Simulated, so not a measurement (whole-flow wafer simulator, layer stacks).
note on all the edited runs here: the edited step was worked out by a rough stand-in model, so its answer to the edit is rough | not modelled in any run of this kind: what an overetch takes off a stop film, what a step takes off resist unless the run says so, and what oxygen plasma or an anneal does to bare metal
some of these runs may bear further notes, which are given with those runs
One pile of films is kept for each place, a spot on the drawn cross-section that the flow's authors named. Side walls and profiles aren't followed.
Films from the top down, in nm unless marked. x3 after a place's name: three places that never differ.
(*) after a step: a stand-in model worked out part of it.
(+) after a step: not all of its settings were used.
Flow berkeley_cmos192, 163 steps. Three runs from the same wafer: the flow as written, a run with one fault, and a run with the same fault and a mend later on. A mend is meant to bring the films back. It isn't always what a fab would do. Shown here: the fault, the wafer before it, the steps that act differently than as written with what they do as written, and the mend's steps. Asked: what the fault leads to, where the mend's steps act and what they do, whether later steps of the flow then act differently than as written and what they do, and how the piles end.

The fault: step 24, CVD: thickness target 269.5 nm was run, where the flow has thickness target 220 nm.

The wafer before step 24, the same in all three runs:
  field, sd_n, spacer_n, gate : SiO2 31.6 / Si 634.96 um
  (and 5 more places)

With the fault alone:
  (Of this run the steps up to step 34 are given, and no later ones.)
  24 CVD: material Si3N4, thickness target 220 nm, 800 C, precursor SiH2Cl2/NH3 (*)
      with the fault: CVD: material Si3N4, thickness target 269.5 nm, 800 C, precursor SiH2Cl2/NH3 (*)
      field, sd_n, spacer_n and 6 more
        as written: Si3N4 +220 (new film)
        with the fault: Si3N4 +269.5 (new film)
  Later steps of the flow that act differently than as written:
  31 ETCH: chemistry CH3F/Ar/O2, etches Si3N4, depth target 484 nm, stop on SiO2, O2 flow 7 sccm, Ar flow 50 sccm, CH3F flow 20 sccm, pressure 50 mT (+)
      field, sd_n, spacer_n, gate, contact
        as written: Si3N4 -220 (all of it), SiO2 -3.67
        with the fault: Si3N4 -269.5 (all of it), SiO2 -3.67
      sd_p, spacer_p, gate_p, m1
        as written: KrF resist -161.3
        with the fault: KrF resist -194.3
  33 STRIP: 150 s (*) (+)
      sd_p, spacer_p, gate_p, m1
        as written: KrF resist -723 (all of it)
        with the fault: KrF resist -690 (all of it)
  After step 34 the piles differ from the flow's by more than 2% or 0.5 nm, whichever is larger, at sd_p, spacer_p, gate_p, m1.
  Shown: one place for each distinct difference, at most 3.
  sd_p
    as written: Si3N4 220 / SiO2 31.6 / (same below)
    with the fault: Si3N4 269.5 / SiO2 31.6 / (same below)

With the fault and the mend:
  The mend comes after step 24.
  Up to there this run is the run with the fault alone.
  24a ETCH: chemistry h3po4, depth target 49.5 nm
      field, sd_n, spacer_n and 6 more
        Si3N4 -49.5
  No later step of the flow acts differently than as written at any place that is followed.
  At the end the piles are the same as the flow's at every place that both follow.
